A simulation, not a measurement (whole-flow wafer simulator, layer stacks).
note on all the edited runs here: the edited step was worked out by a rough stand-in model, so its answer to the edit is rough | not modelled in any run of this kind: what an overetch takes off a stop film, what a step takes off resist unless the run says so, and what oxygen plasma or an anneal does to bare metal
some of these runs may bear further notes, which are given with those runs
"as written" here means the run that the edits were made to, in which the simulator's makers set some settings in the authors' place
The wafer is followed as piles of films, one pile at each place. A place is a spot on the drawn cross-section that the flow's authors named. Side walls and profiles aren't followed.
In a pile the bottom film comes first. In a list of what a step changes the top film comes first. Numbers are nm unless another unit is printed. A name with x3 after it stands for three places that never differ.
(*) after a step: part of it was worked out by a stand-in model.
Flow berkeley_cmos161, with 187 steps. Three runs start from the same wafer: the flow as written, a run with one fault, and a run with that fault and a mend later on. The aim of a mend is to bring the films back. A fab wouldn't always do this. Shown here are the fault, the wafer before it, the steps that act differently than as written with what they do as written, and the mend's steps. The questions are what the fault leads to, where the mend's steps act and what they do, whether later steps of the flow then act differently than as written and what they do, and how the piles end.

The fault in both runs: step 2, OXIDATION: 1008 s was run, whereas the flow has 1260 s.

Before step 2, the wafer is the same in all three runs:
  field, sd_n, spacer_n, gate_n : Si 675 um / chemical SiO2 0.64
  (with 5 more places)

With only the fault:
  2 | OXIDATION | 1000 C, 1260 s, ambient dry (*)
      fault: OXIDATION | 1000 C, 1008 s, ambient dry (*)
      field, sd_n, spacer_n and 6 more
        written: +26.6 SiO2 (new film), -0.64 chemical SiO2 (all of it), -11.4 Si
        fault: +23.7 SiO2 (new film), -0.64 chemical SiO2 (all of it), -10.1 Si
  Later steps of the flow acting differently than as written:
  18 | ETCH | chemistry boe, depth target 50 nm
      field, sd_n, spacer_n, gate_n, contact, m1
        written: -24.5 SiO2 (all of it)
        fault: -21.5 SiO2 (all of it)
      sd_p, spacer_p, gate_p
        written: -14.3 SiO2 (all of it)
        fault: -11.4 SiO2 (all of it)
  The piles end only slightly different from the flow's at the places that both follow, by no more than 2% or 0.5 nm, whichever is larger.

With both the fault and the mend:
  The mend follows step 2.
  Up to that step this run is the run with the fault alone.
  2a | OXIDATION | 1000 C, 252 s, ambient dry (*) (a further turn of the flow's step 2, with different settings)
      field, sd_n, spacer_n and 6 more
        +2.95 SiO2, -1.3 Si
  None of the later steps of the flow acts differently than as written at any place that is followed.
  By the end, the piles equal the flow's at every place that both follow.
